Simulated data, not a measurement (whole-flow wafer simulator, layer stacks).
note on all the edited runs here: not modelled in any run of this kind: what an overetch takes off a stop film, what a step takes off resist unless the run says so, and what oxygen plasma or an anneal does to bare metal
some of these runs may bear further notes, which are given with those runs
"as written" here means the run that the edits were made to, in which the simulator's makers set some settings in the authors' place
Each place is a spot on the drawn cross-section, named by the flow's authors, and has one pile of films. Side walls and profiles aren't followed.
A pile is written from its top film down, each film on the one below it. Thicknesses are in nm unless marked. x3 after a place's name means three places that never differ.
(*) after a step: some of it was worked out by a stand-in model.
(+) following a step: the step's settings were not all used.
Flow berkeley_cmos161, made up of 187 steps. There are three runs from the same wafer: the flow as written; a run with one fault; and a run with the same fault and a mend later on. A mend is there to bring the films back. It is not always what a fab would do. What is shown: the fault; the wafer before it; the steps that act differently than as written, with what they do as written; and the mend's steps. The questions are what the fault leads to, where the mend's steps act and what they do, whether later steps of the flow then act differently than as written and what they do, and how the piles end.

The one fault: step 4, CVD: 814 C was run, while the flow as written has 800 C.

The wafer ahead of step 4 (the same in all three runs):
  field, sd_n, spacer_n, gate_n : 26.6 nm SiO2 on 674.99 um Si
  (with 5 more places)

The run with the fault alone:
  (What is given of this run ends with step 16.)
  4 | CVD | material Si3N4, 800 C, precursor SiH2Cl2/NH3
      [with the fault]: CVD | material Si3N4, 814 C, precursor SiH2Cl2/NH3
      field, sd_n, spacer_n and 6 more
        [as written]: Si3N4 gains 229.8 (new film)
        [with the fault]: Si3N4 gains 262.8 (new film)
  Steps later in the flow that act otherwise than as written (1 more step, not shown, differs only slightly: by at most 2% or 0.5 nm, whichever is larger):
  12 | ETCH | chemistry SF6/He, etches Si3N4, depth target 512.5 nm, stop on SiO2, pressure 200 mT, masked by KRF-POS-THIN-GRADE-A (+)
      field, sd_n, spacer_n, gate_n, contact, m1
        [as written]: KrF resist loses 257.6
        [with the fault]: KrF resist loses 293.5
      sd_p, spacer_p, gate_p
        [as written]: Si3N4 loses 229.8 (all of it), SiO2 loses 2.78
        [with the fault]: Si3N4 loses 262.8 (all of it), SiO2 loses 2.78
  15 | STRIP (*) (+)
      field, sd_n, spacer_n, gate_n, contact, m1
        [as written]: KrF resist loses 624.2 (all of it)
        [with the fault]: KrF resist loses 588.4 (all of it)
  Once step 16 is done, the piles at field, sd_n, spacer_n, gate_n, contact, m1 depart from the flow's by more than 2% or 0.5 nm, whichever is larger.
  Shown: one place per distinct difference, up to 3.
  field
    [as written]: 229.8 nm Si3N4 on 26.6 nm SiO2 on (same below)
    [with the fault]: 262.8 nm Si3N4 on 26.6 nm SiO2 on (same below)

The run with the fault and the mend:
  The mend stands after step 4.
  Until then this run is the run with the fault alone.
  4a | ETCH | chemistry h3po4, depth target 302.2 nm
      field, sd_n, spacer_n and 6 more
        Si3N4 loses 262.8 (all of it)
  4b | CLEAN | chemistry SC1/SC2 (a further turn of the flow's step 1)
      leaves every film unchanged at each place that is followed
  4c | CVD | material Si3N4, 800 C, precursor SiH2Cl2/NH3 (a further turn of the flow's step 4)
      field, sd_n, spacer_n and 6 more
        Si3N4 gains 229.8 (new film)
  Every later step of the flow that is run acts as written at every place that is followed.
  The piles end the same as the flow's at every place that both follow.
